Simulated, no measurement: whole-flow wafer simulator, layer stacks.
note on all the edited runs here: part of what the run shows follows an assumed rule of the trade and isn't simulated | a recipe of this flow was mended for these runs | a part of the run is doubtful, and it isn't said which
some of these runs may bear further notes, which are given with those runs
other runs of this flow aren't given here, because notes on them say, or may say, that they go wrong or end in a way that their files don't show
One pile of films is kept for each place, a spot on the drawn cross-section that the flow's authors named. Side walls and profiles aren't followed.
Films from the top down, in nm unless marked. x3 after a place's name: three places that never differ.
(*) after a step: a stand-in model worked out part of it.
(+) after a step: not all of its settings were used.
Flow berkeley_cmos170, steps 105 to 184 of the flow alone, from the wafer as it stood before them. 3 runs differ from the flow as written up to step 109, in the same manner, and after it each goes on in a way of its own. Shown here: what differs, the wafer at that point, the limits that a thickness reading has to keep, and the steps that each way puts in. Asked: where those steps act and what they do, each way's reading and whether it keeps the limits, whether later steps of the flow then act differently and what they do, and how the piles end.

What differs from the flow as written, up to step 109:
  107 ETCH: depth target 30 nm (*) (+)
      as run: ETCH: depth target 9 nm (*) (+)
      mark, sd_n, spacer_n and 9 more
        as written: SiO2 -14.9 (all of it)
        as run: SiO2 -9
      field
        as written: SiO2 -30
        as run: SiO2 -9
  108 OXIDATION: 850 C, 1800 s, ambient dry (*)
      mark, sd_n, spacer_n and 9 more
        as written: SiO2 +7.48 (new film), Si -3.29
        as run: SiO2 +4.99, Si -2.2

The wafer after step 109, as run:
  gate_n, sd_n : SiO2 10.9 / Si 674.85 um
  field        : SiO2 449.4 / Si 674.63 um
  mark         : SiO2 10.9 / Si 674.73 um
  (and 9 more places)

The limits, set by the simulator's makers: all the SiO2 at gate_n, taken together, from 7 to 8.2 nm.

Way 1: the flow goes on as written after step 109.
  The reading after step 109: 10.9 nm, outside the limits.
  Later steps of the flow that act differently than as written (26 more steps differ only slightly, by at most 2% or 0.5 nm, whichever is larger, and aren't shown):
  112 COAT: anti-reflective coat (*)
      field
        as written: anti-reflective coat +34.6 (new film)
        this way: anti-reflective coat +35.7 (new film)
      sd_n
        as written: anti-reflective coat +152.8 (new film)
        this way: anti-reflective coat +169 (new film)
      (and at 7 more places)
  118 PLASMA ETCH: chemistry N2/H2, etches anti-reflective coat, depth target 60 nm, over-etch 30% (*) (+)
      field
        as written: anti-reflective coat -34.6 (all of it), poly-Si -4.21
        this way: anti-reflective coat -35.7 (all of it), poly-Si -4.72
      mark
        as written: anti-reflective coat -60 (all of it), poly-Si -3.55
        this way: anti-reflective coat -60 (all of it), poly-Si -4.1
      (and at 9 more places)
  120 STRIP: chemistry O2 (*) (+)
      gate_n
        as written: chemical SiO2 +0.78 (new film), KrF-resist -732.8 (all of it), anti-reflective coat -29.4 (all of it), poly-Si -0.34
        this way: chemical SiO2 +0.78 (new film), KrF-resist -748.3 (all of it), anti-reflective coat -25.2 (all of it), poly-Si -0.34
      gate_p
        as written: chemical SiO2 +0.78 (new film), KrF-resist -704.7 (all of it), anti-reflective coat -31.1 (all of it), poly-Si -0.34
        this way: chemical SiO2 +0.78 (new film), KrF-resist -713.6 (all of it), anti-reflective coat -28.6 (all of it), poly-Si -0.34
  At the end the piles differ from the flow's by more than 2% or 0.5 nm, whichever is larger, at field, gate_n, gate_p.
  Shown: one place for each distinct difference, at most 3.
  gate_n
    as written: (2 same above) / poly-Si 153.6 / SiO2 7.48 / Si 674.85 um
    this way: (2 same above) / poly-Si 153.6 / SiO2 10.9 / Si 674.85 um
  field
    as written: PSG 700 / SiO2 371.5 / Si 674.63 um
    this way: PSG 700 / SiO2 392.5 / Si 674.63 um

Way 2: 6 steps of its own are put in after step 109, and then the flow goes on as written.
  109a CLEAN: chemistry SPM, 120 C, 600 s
      changes no film at any place that is followed
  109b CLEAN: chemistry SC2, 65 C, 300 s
      changes no film at any place that is followed
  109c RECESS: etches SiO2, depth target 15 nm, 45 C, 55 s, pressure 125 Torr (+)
      mark, sd_n, spacer_n and 9 more
        SiO2 -10.9 (all of it)
      field
        SiO2 -15
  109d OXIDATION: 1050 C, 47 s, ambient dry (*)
      mark, sd_n, spacer_n and 9 more
        SiO2 +7.5 (new film), Si -3.3
      field
        SiO2 +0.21, Si -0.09
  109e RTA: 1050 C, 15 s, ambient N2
      changes no film at any place that is followed
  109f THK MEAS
      changes no film at any place that is followed
  The reading after step 109f: 7.5 nm, within the limits.
  Later steps of the flow that act differently than as written (25 more steps differ only slightly, by at most 2% or 0.5 nm, whichever is larger, and aren't shown):
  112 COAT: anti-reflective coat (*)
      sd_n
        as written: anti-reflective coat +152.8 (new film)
        this way: anti-reflective coat +158.3 (new film)
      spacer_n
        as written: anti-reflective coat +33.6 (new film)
        this way: anti-reflective coat +31.6 (new film)
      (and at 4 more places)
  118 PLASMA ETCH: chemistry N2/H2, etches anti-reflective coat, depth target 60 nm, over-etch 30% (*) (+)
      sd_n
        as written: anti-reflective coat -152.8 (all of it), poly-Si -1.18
        this way: anti-reflective coat -158.3 (all of it), poly-Si -1.22
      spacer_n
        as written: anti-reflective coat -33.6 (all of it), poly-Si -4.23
        this way: anti-reflective coat -31.6 (all of it), poly-Si -4.47
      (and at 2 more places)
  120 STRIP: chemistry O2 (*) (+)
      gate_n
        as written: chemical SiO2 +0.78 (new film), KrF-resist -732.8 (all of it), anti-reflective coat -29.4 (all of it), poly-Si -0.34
        this way: chemical SiO2 +0.78 (new film), KrF-resist -739.4 (all of it), anti-reflective coat -27.4 (all of it), poly-Si -0.34
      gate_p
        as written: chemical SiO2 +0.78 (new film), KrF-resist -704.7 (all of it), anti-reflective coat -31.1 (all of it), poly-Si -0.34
        this way: chemical SiO2 +0.78 (new film), KrF-resist -709 (all of it), anti-reflective coat -29.6 (all of it), poly-Si -0.34
  At the end the piles differ from the flow's only slightly at the places that both follow, by at most 2% or 0.5 nm, whichever is larger.

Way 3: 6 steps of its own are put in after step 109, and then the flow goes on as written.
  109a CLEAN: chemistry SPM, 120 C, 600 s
      changes no film at any place that is followed
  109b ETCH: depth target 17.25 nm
      mark, sd_n, spacer_n and 9 more
        SiO2 -10.9 (all of it)
      field
        SiO2 -17.2
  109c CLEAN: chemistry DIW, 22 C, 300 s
      changes no film at any place that is followed
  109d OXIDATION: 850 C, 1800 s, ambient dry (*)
      mark, sd_n, spacer_n and 9 more
        SiO2 +7.48 (new film), Si -3.29
      field
        SiO2 +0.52, Si -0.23
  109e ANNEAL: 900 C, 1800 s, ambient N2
      changes no film at any place that is followed
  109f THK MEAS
      changes no film at any place that is followed
  The reading after step 109f: 7.48 nm, within the limits.
  Later steps of the flow that act differently than as written (25 more steps differ only slightly, by at most 2% or 0.5 nm, whichever is larger, and aren't shown):
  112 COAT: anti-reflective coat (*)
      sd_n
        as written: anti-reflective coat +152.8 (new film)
        this way: anti-reflective coat +157 (new film)
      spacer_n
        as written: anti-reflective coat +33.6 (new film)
        this way: anti-reflective coat +32 (new film)
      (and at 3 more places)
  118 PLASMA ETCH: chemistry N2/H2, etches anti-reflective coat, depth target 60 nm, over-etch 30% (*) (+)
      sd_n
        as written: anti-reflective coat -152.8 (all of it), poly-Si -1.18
        this way: anti-reflective coat -157 (all of it), poly-Si -1.21
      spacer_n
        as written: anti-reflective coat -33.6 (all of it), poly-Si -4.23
        this way: anti-reflective coat -32 (all of it), poly-Si -4.41
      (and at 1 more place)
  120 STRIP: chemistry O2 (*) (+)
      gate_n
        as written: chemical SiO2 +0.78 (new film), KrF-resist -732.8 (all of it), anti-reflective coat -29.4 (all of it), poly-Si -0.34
        this way: chemical SiO2 +0.78 (new film), KrF-resist -737.8 (all of it), anti-reflective coat -27.9 (all of it), poly-Si -0.34
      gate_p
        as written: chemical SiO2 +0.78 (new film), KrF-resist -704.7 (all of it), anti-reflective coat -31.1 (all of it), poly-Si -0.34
        this way: chemical SiO2 +0.78 (new film), KrF-resist -708 (all of it), anti-reflective coat -30 (all of it), poly-Si -0.34
  At the end the piles differ from the flow's only slightly at the places that both follow, by at most 2% or 0.5 nm, whichever is larger.

Within the limits: way 2, way 3. Outside them: way 1.
